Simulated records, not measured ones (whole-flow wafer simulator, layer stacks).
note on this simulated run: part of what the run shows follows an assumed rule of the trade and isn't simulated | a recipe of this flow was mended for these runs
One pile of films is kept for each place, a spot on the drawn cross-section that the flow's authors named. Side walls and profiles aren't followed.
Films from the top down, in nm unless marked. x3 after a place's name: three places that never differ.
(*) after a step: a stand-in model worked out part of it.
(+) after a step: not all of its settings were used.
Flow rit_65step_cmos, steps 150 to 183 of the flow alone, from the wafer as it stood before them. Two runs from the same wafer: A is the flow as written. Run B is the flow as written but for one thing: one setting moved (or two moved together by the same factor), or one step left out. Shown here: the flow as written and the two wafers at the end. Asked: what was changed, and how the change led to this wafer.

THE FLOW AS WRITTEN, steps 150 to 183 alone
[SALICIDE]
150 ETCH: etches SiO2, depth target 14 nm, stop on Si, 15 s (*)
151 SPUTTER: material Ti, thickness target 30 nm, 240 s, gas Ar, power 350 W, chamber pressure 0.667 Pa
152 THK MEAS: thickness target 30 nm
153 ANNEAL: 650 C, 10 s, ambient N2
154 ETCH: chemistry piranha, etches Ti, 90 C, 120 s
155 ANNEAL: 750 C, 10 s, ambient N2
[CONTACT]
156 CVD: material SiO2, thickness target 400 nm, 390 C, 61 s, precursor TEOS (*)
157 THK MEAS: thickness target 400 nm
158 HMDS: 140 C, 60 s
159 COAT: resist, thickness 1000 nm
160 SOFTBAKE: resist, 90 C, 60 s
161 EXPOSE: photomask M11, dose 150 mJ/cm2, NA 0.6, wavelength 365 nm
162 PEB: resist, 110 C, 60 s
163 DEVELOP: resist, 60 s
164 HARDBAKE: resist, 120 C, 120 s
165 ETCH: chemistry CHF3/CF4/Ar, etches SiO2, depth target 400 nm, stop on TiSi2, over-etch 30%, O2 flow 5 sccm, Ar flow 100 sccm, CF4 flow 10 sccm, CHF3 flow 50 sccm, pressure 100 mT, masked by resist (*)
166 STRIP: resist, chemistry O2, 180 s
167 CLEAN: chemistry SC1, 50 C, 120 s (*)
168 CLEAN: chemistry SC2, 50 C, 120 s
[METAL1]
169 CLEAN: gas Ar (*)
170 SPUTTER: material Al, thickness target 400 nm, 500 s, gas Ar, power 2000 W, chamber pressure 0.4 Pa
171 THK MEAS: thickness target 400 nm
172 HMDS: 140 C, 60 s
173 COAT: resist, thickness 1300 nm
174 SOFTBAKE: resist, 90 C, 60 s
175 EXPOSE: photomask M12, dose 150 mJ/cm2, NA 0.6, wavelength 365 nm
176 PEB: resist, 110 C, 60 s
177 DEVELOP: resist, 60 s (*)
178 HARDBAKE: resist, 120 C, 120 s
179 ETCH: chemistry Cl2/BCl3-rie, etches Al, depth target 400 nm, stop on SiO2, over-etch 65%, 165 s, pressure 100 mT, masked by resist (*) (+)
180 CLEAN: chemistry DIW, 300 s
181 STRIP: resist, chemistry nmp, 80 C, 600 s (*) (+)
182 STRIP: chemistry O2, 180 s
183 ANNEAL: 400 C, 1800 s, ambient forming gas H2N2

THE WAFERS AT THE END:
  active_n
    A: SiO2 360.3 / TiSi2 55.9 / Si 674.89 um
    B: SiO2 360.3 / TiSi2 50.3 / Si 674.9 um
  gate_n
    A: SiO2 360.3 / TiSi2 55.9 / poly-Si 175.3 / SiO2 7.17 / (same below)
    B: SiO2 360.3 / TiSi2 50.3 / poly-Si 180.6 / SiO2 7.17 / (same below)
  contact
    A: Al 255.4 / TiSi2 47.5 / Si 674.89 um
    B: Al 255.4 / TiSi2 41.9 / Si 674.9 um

The cause: step 151, SPUTTER: thickness target 27 nm was run, where the flow has thickness target 30 nm; step 151, SPUTTER: 218 s was run, where the flow has 240 s.

How the change led to this, step by step:
  151 SPUTTER: material Ti, thickness target 30 nm, 240 s, gas Ar, power 350 W, chamber pressure 0.667 Pa
      field, field_pw, field_nw and 11 more: A Ti +30 (new film) | B Ti +27 (new film)
  153 ANNEAL: 650 C, 10 s, ambient N2
      active_n, active_p, sd_n, sd_p, contact, m1: A Ti -23.4, TiSi first +15 (new film), TiSi2 C49 +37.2 (new film), Si -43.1 | B Ti -21.1, TiSi first +8.64 (new film), TiSi2 C49 +40.7 (new film), Si -42.1
      gate_n, gate_p: A Ti -23.4, TiSi first +15 (new film), TiSi2 C49 +37.2 (new film), poly-Si -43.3 | B Ti -21.1, TiSi first +8.64 (new film), TiSi2 C49 +40.7 (new film), poly-Si -42.2
  154 ETCH: chemistry piranha, etches Ti, 90 C, 120 s
      active_n, active_p, gate_n, gate_p, sd_n, sd_p, contact, m1: A Ti -6.6 (all of it), TiSi first -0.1 | B Ti -5.94 (all of it), TiSi first -0.1
      field, field_pw, field_nw, field_p, spacer, spacer_p: A Ti -30 (all of it) | B Ti -27 (all of it)
  155 ANNEAL: 750 C, 10 s, ambient N2
      active_n, active_p, sd_n, sd_p, contact, m1: A TiSi2 +55.9 (new film), TiSi first -14.9 (all of it), TiSi2 C49 -37.2 (all of it), Si -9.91 | B TiSi2 +50.3 (new film), TiSi first -8.54 (all of it), TiSi2 C49 -40.7 (all of it), Si -5.67
      gate_n, gate_p: A TiSi2 +55.9 (new film), TiSi first -14.9 (all of it), TiSi2 C49 -37.2 (all of it), poly-Si -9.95 | B TiSi2 +50.3 (new film), TiSi first -8.54 (all of it), TiSi2 C49 -40.7 (all of it), poly-Si -5.69
